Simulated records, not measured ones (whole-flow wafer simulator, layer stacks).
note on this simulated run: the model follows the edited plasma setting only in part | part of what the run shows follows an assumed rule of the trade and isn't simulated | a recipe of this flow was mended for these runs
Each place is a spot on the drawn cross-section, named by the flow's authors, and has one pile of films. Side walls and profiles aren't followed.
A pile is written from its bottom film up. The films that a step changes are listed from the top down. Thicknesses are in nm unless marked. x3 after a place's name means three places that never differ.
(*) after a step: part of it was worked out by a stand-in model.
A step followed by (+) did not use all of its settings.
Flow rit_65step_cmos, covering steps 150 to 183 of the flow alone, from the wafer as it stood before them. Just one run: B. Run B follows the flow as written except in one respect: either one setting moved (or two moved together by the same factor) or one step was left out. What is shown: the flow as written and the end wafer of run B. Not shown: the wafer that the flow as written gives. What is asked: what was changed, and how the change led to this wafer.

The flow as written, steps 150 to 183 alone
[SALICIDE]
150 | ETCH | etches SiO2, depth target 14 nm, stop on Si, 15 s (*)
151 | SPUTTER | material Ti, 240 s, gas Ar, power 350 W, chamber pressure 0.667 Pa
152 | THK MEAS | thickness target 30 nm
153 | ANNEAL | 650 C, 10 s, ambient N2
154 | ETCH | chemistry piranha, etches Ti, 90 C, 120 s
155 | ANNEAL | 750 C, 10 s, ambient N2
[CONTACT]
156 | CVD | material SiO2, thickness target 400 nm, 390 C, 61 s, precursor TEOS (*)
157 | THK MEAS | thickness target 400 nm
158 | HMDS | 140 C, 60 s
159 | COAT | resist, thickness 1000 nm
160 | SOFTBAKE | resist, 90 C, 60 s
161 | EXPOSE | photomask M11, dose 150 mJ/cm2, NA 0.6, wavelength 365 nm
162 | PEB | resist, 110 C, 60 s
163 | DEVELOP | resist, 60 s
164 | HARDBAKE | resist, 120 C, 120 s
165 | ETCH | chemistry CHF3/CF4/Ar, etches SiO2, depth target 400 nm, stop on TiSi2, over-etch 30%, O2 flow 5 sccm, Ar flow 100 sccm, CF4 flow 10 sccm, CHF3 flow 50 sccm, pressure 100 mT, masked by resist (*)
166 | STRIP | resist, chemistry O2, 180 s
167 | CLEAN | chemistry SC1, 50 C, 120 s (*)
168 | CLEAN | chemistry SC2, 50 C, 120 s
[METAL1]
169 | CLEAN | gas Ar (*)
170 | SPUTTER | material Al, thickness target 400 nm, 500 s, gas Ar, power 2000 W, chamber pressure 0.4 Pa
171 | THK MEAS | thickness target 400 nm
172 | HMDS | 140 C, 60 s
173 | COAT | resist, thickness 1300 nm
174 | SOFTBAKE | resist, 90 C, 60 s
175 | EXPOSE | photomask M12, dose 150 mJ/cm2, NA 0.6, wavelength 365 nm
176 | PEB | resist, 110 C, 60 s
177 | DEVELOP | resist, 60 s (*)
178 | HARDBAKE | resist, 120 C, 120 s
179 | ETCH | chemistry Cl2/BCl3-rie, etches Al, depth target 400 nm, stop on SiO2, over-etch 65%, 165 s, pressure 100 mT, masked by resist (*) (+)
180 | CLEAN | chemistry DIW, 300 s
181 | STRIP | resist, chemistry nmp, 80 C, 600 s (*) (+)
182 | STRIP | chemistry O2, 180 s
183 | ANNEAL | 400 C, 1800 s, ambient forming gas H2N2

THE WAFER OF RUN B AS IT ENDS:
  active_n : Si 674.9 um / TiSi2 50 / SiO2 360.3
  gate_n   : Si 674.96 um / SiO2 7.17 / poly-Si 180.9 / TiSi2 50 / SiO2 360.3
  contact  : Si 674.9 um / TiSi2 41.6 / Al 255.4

What caused this: step 151, SPUTTER: power 313 W was run, whereas the flow has power 350 W.

How this came from the change, step by step:
  151 | SPUTTER | material Ti, 240 s, gas Ar, power 350 W, chamber pressure 0.667 Pa
      field, field_pw, field_nw and 11 more: Ti gains 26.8 (new film) (as written it would have been: Ti gains 30 (new film))
  153 | ANNEAL | 650 C, 10 s, ambient N2
      active_n, active_p, sd_n, sd_p, contact, m1: Ti loses 20.9, TiSi first gains 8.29 (new film), TiSi2 C49 gains 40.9 (new film), Si loses 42 (as written it would have been: Ti loses 23.4, TiSi first gains 15 (new film), TiSi2 C49 gains 37.2 (new film), Si loses 43.1)
      gate_n, gate_p: Ti loses 20.9, TiSi first gains 8.29 (new film), TiSi2 C49 gains 40.9 (new film), poly-Si loses 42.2 (as written it would have been: Ti loses 23.4, TiSi first gains 15 (new film), TiSi2 C49 gains 37.2 (new film), poly-Si loses 43.3)
  154 | ETCH | chemistry piranha, etches Ti, 90 C, 120 s
      active_n, active_p, gate_n, gate_p, sd_n, sd_p, contact, m1: Ti loses 5.9 (all of it), TiSi first loses 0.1 (as written it would have been: Ti loses 6.6 (all of it), TiSi first loses 0.1)
      field, field_pw, field_nw, field_p, spacer, spacer_p: Ti loses 26.8 (all of it) (as written it would have been: Ti loses 30 (all of it))
  155 | ANNEAL | 750 C, 10 s, ambient N2
      active_n, active_p, sd_n, sd_p, contact, m1: TiSi2 gains 50 (new film), TiSi first loses 8.19 (all of it), TiSi2 C49 loses 40.9 (all of it), Si loses 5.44 (as written it would have been: TiSi2 gains 55.9 (new film), TiSi first loses 14.9 (all of it), TiSi2 C49 loses 37.2 (all of it), Si loses 9.91)
      gate_n, gate_p: TiSi2 gains 50 (new film), TiSi first loses 8.19 (all of it), TiSi2 C49 loses 40.9 (all of it), poly-Si loses 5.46 (as written it would have been: TiSi2 gains 55.9 (new film), TiSi first loses 14.9 (all of it), TiSi2 C49 loses 37.2 (all of it), poly-Si loses 9.95)
